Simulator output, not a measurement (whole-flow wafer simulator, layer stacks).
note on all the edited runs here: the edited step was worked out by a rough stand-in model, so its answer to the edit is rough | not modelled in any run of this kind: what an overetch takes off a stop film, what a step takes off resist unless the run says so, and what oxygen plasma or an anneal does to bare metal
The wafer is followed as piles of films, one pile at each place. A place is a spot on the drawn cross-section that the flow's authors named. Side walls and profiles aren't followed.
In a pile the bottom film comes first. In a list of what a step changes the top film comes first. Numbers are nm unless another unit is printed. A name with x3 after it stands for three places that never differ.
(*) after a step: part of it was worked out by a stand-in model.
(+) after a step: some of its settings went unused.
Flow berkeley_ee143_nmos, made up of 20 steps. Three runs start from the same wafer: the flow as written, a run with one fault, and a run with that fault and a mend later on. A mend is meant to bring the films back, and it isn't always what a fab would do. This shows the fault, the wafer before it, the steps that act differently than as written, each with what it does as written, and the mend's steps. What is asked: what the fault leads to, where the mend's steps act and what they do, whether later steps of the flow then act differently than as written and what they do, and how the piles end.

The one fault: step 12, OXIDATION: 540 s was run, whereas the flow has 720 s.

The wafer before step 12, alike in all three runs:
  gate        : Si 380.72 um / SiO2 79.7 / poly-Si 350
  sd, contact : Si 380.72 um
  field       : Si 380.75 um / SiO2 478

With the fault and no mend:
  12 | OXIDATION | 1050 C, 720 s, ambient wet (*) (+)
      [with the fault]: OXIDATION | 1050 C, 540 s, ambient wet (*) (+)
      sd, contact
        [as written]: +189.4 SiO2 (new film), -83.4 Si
        [with the fault]: +153.7 SiO2 (new film), -67.6 Si
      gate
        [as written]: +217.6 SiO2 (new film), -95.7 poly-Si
        [with the fault]: +179.6 SiO2 (new film), -79 poly-Si
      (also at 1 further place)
  Steps further on in the flow that do not act as written:
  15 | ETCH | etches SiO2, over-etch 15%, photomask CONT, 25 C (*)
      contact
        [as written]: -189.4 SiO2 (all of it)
        [with the fault]: -153.7 SiO2 (all of it)
  By the end, the piles at gate, sd, field depart from the flow's by more than 2% or 0.5 nm, whichever is larger.
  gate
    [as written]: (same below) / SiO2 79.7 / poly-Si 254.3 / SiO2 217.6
    [with the fault]: (same below) / SiO2 79.7 / poly-Si 271 / SiO2 179.6
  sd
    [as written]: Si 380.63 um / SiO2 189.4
    [with the fault]: Si 380.65 um / SiO2 153.7
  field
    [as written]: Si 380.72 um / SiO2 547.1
    [with the fault]: Si 380.72 um / SiO2 530.5

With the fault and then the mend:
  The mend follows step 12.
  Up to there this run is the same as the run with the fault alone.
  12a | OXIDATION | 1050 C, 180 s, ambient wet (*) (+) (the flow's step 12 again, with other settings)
      sd, contact
        +35.7 SiO2, -15.7 Si
      gate
        +38 SiO2, -16.7 poly-Si
      field
        +16.6 SiO2, -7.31 Si
  Later steps of the flow that are run all act as written at every place that is followed.
  At every place that both follow, the piles at the end match the flow's.
